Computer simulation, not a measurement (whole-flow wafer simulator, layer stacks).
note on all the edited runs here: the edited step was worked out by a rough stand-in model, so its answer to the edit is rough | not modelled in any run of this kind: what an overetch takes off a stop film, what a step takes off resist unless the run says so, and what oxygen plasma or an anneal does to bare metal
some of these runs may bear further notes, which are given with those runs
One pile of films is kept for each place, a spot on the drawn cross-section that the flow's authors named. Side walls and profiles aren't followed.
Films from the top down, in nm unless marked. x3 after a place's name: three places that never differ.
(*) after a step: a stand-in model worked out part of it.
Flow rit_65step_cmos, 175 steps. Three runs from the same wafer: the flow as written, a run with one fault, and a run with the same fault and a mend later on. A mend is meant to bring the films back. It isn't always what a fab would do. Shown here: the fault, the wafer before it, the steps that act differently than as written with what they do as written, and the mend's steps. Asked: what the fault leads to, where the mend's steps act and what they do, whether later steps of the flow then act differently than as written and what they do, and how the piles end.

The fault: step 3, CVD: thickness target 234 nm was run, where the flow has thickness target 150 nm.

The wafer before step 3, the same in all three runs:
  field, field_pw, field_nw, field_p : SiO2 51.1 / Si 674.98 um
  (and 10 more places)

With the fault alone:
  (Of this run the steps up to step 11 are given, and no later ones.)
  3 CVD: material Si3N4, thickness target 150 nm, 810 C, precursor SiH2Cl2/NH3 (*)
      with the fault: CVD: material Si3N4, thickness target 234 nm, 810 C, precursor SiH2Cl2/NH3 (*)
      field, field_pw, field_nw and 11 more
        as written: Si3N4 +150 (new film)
        with the fault: Si3N4 +234 (new film)
  No later step of the flow up to step 11 acts differently than as written at any place that is followed.
  After step 11 the piles differ from the flow's by more than 2% or 0.5 nm, whichever is larger, at field, field_pw, field_nw and 11 more.
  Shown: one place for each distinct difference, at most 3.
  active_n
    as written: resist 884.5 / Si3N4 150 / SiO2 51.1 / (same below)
    with the fault: resist 884.5 / Si3N4 234 / SiO2 51.1 / (same below)
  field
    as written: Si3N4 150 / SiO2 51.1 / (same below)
    with the fault: Si3N4 234 / SiO2 51.1 / (same below)

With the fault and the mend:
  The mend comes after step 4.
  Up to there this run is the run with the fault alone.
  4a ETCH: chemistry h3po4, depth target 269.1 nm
      field, field_pw, field_nw and 11 more
        Si3N4 -234 (all of it)
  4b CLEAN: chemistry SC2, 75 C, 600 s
      changes no film at any place that is followed
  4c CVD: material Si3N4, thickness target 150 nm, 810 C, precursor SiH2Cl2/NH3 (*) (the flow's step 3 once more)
      field, field_pw, field_nw and 11 more
        Si3N4 +150 (new film)
  No later step of the flow acts differently than as written at any place that is followed.
  At the end the piles are the same as the flow's at every place that both follow.
